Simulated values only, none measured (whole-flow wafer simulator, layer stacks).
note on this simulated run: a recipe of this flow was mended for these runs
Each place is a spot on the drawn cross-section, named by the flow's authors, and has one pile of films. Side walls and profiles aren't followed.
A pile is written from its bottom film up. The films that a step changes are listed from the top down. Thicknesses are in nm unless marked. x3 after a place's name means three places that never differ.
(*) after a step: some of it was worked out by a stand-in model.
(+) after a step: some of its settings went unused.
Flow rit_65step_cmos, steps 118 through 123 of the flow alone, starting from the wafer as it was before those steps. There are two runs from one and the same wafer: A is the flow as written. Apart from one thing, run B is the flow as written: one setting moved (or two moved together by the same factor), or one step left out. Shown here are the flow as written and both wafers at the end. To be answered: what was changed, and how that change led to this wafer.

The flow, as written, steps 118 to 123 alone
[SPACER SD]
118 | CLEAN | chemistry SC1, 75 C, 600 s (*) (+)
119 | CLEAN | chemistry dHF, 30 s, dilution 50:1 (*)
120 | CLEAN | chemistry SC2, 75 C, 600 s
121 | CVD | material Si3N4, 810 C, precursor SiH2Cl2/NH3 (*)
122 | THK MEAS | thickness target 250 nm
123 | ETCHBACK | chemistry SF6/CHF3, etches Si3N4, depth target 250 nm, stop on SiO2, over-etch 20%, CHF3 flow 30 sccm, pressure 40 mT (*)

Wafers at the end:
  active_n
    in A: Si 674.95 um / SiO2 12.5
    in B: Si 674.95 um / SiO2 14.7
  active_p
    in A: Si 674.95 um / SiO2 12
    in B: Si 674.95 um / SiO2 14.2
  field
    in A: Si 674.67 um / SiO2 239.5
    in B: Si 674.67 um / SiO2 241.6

The reason: step 119, CLEAN: 24 s was run, while the flow as written has 30 s.

Step by step, how the change led to this:
  119 | CLEAN | chemistry dHF, 30 s, dilution 50:1 (*)
      field, active_n, gate_n, spacer, sd_n x3: A SiO2 loses 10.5 | B SiO2 loses 8.4
      field_p, active_p, gate_p, spacer_p, sd_p: A SiO2 loses 11.1 | B SiO2 loses 8.88
      (as well as at 2 more places)
